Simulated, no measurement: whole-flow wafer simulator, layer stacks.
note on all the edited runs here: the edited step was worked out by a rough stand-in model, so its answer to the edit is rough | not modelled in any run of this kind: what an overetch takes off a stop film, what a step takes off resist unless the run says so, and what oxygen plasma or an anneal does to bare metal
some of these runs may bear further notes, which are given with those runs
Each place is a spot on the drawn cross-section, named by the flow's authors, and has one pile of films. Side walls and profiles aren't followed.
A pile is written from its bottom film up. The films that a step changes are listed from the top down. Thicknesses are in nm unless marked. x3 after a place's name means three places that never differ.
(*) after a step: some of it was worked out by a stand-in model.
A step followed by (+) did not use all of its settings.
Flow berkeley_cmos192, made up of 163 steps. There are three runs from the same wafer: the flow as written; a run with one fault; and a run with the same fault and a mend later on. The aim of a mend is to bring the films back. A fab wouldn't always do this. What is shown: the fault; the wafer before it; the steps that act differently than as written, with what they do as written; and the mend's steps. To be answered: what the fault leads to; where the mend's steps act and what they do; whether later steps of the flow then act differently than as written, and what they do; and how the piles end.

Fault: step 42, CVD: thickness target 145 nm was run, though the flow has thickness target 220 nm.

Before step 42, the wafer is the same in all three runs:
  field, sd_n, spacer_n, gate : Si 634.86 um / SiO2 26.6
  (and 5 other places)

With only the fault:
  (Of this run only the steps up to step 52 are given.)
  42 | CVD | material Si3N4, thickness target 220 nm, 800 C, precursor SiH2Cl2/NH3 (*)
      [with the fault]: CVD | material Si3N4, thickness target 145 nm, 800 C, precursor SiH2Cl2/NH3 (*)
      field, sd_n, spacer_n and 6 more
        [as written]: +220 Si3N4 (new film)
        [with the fault]: +145 Si3N4 (new film)
  Later steps of the flow acting differently than as written:
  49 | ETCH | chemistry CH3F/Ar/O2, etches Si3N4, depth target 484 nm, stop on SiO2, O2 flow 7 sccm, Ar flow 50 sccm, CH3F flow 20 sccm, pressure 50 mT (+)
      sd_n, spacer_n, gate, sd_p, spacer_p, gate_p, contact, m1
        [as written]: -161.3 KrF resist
        [with the fault]: -111.3 KrF resist
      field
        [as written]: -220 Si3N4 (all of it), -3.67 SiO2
        [with the fault]: -145 Si3N4 (all of it), -3.67 SiO2
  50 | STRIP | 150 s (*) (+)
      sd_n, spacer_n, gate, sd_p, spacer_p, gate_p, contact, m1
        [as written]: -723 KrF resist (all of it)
        [with the fault]: -773 KrF resist (all of it)
  Once step 52 is done, the piles at sd_n, spacer_n, gate, sd_p, spacer_p, gate_p, contact, m1 depart from the flow's by more than 2% or 0.5 nm, whichever is larger.
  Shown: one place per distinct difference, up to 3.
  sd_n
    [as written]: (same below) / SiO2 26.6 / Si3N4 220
    [with the fault]: (same below) / SiO2 26.6 / Si3N4 145

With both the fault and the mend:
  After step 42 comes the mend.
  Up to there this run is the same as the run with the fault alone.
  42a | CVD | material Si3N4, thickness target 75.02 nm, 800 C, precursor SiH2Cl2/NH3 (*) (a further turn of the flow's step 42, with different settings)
      field, sd_n, spacer_n and 6 more
        +75 Si3N4
  None of the later steps of the flow differs from how it acts as written, at any place that is followed, by more than 2% or 0.5 nm, whichever is larger.
  The piles end the same as the flow's at every place that both follow.
